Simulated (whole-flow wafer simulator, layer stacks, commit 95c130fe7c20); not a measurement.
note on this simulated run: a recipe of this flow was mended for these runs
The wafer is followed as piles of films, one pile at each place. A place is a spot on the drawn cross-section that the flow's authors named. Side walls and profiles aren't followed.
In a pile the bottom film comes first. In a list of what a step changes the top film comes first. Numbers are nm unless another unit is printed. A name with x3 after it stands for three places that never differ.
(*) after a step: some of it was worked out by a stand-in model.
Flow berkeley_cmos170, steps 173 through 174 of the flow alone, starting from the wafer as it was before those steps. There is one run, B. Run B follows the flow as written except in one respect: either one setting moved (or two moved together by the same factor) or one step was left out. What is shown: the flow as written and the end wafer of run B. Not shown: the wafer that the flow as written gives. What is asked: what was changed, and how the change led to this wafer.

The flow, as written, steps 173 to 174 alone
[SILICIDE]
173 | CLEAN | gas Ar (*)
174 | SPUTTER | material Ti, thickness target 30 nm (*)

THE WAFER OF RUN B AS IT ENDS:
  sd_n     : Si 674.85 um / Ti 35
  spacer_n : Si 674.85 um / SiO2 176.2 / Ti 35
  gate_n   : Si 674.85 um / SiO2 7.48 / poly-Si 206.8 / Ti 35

The reason: step 174, SPUTTER: thickness target 35 nm was run, while the flow as written has thickness target 30 nm.
One can read it off the wafer: sd_n has Ti 35, and step 174 as written asks for 30 nm.

How this came from the change, step by step:
  174 | SPUTTER | material Ti, thickness target 30 nm (*)
      field, mark, sd_n and 10 more: +35 Ti (new film) (it would be, as written: +30 Ti (new film))
